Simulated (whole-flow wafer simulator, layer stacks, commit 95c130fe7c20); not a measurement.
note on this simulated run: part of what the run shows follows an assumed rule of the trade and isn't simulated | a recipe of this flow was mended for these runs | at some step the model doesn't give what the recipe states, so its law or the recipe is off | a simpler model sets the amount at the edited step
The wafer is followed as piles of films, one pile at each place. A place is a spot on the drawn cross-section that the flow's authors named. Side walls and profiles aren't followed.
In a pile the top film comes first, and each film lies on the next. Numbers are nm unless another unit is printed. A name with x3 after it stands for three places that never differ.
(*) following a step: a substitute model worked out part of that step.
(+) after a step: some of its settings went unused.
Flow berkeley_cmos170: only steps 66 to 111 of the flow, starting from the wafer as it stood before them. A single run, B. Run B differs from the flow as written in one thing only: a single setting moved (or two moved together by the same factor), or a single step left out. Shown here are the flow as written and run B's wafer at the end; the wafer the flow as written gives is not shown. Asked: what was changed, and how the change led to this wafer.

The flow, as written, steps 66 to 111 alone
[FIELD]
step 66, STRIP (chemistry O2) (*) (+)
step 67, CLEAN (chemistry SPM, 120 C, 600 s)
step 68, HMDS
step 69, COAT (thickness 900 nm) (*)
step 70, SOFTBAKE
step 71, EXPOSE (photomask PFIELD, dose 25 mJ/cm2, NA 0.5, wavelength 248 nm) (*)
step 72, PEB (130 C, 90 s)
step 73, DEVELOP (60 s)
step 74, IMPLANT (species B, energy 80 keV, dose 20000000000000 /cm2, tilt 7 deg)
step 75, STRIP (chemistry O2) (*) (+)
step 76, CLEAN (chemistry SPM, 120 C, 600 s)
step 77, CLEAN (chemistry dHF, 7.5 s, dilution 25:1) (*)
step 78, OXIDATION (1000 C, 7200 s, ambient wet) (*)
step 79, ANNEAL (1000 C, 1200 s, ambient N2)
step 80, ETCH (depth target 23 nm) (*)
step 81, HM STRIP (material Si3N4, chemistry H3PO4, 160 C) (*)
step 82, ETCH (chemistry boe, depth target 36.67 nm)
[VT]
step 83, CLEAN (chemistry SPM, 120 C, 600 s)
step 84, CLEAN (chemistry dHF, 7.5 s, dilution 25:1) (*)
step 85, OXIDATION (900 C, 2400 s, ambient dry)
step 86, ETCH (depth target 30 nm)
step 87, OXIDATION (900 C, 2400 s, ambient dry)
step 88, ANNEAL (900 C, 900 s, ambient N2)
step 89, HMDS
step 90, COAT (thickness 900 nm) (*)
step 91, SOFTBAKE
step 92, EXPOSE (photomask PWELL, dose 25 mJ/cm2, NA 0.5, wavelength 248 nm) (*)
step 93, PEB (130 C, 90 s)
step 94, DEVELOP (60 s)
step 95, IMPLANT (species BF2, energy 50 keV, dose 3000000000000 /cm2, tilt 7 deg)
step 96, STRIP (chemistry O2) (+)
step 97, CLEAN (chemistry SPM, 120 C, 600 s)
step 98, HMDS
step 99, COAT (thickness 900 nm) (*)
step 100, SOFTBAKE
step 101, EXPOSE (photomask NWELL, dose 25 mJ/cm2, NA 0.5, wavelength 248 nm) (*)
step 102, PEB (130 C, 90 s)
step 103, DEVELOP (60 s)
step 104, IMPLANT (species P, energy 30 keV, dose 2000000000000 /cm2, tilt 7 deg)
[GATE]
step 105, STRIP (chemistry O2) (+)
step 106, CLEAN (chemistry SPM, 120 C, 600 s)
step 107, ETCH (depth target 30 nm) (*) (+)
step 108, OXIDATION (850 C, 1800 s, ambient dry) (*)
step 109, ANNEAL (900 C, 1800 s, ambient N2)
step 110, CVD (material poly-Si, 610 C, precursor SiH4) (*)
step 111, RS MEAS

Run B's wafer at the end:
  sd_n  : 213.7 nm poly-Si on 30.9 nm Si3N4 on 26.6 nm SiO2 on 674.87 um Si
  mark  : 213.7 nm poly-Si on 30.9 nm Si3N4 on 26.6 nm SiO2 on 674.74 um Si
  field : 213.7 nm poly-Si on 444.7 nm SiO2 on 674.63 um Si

What caused this: step 81, HM STRIP: 128 C was run, whereas the flow has 160 C.

Step by step, how the change led to this:
  step 81, HM STRIP (material Si3N4, chemistry H3PO4, 160 C) (*)
      mark, sd_n, spacer_n and 9 more: -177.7 Si3N4 (in the flow as written it would be: -212.2 Si3N4 (all of it), -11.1 SiO2)
      field: -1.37 SiO2 (in the flow as written it would be: -17.7 SiO2)
  step 82, ETCH (chemistry boe, depth target 36.67 nm)
      mark, sd_n, spacer_n and 9 more: -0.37 Si3N4 (in the flow as written it would be: -15.5 SiO2 (all of it))
  step 83, CLEAN (chemistry SPM, 120 C, 600 s)
      mark, sd_n, spacer_n and 9 more: nothing (in the flow as written it would be: +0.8 chemical SiO2 (new film), -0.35 Si)
  step 84, CLEAN (chemistry dHF, 7.5 s, dilution 25:1) (*)
      mark, sd_n, spacer_n and 9 more: -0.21 Si3N4 (in the flow as written it would be: -0.8 chemical SiO2 (all of it))
  step 85, OXIDATION (900 C, 2400 s, ambient dry)
      mark, sd_n, spacer_n and 9 more: nothing (in the flow as written it would be: +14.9 SiO2 (new film), -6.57 Si)
  step 86, ETCH (depth target 30 nm)
      mark, sd_n, spacer_n and 9 more: -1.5 Si3N4 (in the flow as written it would be: -14.9 SiO2 (all of it))
  step 87, OXIDATION (900 C, 2400 s, ambient dry)
      mark, sd_n, spacer_n and 9 more: nothing (in the flow as written it would be: +14.9 SiO2 (new film), -6.57 Si)
  step 90, COAT (thickness 900 nm) (*)
      sd_n: +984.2 KrF-resist (new film) (in the flow as written it would be: +1004.6 KrF-resist (new film))
  step 94, DEVELOP (60 s)
      sd_n: -982 KrF-resist (all of it) (in the flow as written it would be: -1002.3 KrF-resist (all of it))
  step 99, COAT (thickness 900 nm) (*)
      sd_n: +984.2 KrF-resist (new film) (in the flow as written it would be: +1004.6 KrF-resist (new film))
  step 105, STRIP (chemistry O2) (+)
      sd_n: -967.1 KrF-resist (all of it) (in the flow as written it would be: -987.4 KrF-resist (all of it))
  step 107, ETCH (depth target 30 nm) (*) (+)
      mark, sd_n, spacer_n and 9 more: -1.5 Si3N4 (in the flow as written it would be: -14.9 SiO2 (all of it))
  step 108, OXIDATION (850 C, 1800 s, ambient dry) (*)
      mark, sd_n, spacer_n and 9 more: nothing (in the flow as written it would be: +7.48 SiO2 (new film), -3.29 Si)
